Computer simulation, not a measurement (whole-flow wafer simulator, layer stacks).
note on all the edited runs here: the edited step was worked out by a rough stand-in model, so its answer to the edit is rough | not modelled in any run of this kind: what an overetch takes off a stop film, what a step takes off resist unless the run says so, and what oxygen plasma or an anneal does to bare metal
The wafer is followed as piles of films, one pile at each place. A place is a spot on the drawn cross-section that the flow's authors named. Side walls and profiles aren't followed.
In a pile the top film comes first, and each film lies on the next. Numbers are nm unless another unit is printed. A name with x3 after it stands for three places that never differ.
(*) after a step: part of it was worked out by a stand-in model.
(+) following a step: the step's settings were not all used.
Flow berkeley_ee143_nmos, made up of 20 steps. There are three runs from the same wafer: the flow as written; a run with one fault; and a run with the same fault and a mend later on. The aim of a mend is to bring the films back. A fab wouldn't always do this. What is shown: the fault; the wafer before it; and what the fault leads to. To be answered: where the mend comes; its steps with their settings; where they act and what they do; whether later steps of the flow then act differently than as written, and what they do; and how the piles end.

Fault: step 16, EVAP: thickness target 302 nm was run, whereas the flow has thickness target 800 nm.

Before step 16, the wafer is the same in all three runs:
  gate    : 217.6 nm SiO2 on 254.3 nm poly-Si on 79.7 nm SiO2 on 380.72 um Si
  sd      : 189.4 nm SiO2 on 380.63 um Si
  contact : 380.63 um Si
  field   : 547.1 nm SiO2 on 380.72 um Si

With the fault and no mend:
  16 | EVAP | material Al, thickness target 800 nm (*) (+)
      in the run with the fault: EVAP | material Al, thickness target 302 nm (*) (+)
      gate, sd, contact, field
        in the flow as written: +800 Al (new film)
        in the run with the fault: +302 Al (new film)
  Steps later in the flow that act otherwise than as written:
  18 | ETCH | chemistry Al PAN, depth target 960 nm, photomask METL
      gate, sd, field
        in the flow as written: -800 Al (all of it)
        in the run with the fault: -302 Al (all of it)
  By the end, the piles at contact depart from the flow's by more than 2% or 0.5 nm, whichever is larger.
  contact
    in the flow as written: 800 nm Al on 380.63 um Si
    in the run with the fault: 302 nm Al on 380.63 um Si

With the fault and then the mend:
  The mend follows step 16.
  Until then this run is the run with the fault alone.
  16a | EVAP | material Al, thickness target 498 nm (*) (+) (the flow's step 16 again, with other settings)
      gate, sd, contact, field
        +498 Al
  Later steps of the flow that are run all act as written at every place that is followed.
  At every place that both follow, the piles at the end match the flow's.
